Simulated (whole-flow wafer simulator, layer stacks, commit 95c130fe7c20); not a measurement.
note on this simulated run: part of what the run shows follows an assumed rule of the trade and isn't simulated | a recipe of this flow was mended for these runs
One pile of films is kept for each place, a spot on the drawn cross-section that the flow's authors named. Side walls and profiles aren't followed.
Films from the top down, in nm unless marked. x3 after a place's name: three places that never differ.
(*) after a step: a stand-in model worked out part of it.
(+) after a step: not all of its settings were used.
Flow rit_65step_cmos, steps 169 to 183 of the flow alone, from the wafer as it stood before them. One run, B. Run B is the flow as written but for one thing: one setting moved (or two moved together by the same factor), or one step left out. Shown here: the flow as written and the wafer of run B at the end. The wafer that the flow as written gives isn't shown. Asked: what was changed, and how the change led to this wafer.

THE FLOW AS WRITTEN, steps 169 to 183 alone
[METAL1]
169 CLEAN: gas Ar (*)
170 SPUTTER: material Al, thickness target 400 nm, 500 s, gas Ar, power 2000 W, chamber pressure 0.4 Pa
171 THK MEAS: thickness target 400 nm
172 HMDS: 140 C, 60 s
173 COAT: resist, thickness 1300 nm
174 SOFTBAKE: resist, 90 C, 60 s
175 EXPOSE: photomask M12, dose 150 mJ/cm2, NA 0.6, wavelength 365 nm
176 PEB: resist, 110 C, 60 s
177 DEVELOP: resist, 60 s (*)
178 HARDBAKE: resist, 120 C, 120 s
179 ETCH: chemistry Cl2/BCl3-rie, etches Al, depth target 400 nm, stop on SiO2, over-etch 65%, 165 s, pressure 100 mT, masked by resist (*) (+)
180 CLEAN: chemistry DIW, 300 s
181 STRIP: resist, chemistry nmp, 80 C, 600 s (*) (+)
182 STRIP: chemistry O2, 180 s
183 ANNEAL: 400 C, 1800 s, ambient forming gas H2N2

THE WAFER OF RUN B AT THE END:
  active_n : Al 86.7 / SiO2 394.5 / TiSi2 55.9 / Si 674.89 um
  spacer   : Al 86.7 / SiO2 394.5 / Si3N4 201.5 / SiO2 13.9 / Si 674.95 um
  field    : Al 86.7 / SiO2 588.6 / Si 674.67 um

The cause: step 170, SPUTTER: thickness target 760 nm was run, where the flow has thickness target 400 nm; step 170, SPUTTER: 950 s was run, where the flow has 500 s.

How the change led to this, step by step:
  170 SPUTTER: material Al, thickness target 400 nm, 500 s, gas Ar, power 2000 W, chamber pressure 0.4 Pa
      field, field_pw, field_nw and 10 more: Al +760 (new film) (as written it would be: Al +400 (new film))
      contact: Al +440 (new film) (as written it would be: Al +255.4 (new film))
  173 COAT: resist, thickness 1300 nm
      contact: resist +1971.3 (new film) (as written it would be: resist +1785.1 (new film))
  176 PEB: resist, 110 C, 60 s
      contact: resist -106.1 (as written it would be: resist -95.5)
  178 HARDBAKE: resist, 120 C, 120 s
      contact: resist -69.5 (as written it would be: resist -62.1)
  179 ETCH: chemistry Cl2/BCl3-rie, etches Al, depth target 400 nm, stop on SiO2, over-etch 65%, 165 s, pressure 100 mT, masked by resist (*) (+)
      field, field_pw, field_nw and 9 more: Al -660 (as written it would be: Al -386.7 (all of it), SiO2 -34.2)
  181 STRIP: resist, chemistry nmp, 80 C, 600 s (*) (+)
      contact: resist -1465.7 (all of it) (as written it would be: resist -1297.5 (all of it))
Counting metal films that touch as one body, active_n has 1 body; the flow as written gives 0 bodies.
Counting metal films that touch as one body, spacer has 1 body; the flow as written gives 0 bodies.
Counting metal films that touch as one body, field has 1 body; the flow as written gives 0 bodies.
